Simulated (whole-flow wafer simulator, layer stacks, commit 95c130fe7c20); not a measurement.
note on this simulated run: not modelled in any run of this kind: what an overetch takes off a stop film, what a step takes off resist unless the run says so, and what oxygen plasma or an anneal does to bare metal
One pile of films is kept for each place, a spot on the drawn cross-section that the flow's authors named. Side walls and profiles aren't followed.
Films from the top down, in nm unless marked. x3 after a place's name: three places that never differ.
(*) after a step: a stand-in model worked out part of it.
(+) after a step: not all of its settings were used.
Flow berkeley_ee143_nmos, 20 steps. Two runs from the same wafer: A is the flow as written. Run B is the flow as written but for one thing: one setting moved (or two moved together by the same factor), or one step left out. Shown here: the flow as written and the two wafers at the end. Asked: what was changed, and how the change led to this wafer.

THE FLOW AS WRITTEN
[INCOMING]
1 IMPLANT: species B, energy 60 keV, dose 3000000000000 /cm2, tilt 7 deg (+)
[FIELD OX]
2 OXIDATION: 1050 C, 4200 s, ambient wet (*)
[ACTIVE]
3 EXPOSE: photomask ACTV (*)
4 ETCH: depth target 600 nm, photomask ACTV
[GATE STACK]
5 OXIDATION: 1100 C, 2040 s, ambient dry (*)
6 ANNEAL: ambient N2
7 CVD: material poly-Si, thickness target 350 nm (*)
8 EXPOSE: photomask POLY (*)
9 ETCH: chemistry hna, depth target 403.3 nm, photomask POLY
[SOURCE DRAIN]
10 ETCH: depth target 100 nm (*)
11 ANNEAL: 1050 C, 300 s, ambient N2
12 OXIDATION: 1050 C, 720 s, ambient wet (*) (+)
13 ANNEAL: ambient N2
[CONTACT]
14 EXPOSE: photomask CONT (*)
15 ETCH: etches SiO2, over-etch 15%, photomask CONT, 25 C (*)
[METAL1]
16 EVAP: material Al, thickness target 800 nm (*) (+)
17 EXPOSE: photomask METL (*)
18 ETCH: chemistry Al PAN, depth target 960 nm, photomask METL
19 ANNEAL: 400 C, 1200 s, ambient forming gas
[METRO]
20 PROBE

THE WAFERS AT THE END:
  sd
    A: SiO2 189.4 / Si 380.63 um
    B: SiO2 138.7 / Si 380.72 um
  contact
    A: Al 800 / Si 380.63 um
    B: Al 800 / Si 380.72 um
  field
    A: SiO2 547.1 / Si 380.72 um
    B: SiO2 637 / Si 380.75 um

The cause: step 9, ETCH: depth target 324 nm was run, where the flow has depth target 403.3 nm.

How the change led to this, step by step:
  9 ETCH: chemistry hna, depth target 403.3 nm, photomask POLY
      sd, contact, field: A poly-Si -350 (all of it) | B poly-Si -324
  10 ETCH: depth target 100 nm (*)
      sd, contact: A SiO2 -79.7 (all of it) | B nothing
      field: A SiO2 -100 | B nothing
  12 OXIDATION: 1050 C, 720 s, ambient wet (*) (+)
      sd, contact: A SiO2 +189.4 (new film), Si -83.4 | B poly-Si -26 (all of it), SiO2 +59.1
      field: A SiO2 +69.1, Si -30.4 | B poly-Si -26 (all of it), SiO2 +59.1
  15 ETCH: etches SiO2, over-etch 15%, photomask CONT, 25 C (*)
      contact: A SiO2 -189.4 (all of it) | B SiO2 -138.7 (all of it)
